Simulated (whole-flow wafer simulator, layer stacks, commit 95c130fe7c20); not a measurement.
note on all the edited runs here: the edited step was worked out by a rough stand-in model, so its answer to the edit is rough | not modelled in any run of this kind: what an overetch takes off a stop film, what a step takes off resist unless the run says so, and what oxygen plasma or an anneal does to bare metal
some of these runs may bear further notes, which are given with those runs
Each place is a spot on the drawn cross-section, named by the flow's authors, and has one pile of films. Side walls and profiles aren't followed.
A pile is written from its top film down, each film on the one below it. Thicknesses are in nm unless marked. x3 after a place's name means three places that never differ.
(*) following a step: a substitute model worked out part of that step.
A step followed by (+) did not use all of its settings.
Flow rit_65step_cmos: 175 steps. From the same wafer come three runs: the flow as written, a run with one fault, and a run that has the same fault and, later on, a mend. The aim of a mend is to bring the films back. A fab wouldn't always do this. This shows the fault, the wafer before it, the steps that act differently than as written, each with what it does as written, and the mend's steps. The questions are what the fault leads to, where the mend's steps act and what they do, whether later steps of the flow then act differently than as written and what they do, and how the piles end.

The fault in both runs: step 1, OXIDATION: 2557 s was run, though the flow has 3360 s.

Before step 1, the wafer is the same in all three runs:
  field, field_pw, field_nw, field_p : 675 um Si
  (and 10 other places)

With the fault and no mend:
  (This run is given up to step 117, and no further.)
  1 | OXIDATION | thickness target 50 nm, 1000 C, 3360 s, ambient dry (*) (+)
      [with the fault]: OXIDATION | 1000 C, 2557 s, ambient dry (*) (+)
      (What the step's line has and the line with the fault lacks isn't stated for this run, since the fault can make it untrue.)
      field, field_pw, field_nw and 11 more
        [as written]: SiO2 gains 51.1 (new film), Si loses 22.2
        [with the fault]: SiO2 gains 44 (new film), Si loses 19.1
  Steps later in the flow that act otherwise than as written (not shown: 36 more steps that differ only slightly, by at most 2% or 0.5 nm, whichever is larger):
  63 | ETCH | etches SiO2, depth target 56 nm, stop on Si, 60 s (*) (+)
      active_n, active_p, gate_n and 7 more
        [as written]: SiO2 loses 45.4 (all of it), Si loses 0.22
        [with the fault]: SiO2 loses 38.3 (all of it), Si loses 0.36
  Once step 117 is done, the piles differ only a little from the flow's at the places that both follow, at most by 2% or 0.5 nm, whichever is larger.

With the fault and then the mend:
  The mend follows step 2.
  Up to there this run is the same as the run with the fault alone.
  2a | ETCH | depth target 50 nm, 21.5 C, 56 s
      field, field_pw, field_nw and 11 more
        SiO2 loses 44 (all of it)
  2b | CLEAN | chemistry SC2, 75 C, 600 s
      field, field_pw, field_nw and 11 more
        chemical SiO2 gains 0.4 (new film), Si loses 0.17
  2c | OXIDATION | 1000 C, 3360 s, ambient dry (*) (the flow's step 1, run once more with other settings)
      field, field_pw, field_nw and 11 more
        SiO2 gains 51 (new film), chemical SiO2 loses 0.4 (all of it), Si loses 22.3
  Steps later in the flow that act otherwise than as written (not shown: 18 more steps that differ only slightly, by at most 2% or 0.5 nm, whichever is larger):
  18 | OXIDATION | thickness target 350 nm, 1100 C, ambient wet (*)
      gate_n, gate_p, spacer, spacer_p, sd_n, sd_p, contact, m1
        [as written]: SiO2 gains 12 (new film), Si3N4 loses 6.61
        [with the mend]: SiO2 gains 12 (new film), Si3N4 loses 6.61, SiO2 gains 0.03
  When the end is reached, the piles differ only a little from the flow's at the places that both follow, at most by 2% or 0.5 nm, whichever is larger.
